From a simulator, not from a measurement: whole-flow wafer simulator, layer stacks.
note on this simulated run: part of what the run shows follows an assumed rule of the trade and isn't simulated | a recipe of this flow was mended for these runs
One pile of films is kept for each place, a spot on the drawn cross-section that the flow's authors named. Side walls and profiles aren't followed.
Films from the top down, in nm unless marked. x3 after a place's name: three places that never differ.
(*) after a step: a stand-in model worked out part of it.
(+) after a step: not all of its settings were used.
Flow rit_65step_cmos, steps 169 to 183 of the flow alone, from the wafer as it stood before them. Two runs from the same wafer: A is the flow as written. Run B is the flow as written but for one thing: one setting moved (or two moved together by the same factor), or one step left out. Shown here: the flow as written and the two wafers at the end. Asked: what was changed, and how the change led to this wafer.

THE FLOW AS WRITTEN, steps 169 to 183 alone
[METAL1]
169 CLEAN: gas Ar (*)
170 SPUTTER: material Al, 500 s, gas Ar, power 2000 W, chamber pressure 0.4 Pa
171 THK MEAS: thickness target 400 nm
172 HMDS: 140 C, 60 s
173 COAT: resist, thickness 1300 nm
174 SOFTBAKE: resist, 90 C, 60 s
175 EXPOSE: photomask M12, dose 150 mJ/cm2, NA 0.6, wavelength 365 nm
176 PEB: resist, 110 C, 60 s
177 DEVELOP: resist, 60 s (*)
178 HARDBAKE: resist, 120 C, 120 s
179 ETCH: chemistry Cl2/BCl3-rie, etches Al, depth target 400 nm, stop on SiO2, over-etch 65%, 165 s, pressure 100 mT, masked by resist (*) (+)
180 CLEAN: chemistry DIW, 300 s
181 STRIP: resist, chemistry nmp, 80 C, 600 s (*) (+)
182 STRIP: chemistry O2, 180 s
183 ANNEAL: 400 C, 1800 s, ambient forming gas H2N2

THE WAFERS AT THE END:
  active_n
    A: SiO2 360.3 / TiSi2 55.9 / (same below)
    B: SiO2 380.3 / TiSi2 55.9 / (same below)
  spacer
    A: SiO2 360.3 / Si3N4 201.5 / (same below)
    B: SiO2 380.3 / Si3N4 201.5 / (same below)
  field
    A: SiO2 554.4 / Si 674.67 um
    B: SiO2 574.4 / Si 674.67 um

The cause: step 170, SPUTTER: 700 s was run, where the flow has 500 s.

How the change led to this, step by step:
  170 SPUTTER: material Al, 500 s, gas Ar, power 2000 W, chamber pressure 0.4 Pa
      field, field_pw, field_nw and 10 more: A Al +400 (new film) | B Al +560 (new film)
      contact: A Al +255.4 (new film) | B Al +344.1 (new film)
  173 COAT: resist, thickness 1300 nm
      contact: A resist +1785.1 (new film) | B resist +1863.2 (new film)
  176 PEB: resist, 110 C, 60 s
      contact: A resist -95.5 | B resist -99.9
  178 HARDBAKE: resist, 120 C, 120 s
      contact: A resist -62.1 | B resist -65.2
  179 ETCH: chemistry Cl2/BCl3-rie, etches Al, depth target 400 nm, stop on SiO2, over-etch 65%, 165 s, pressure 100 mT, masked by resist (*) (+)
      field, field_pw, field_nw and 9 more: A Al -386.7 (all of it), SiO2 -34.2 | B Al -546.7 (all of it), SiO2 -14.2
  181 STRIP: resist, chemistry nmp, 80 C, 600 s (*) (+)
      contact: A resist -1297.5 (all of it) | B resist -1368.1 (all of it)
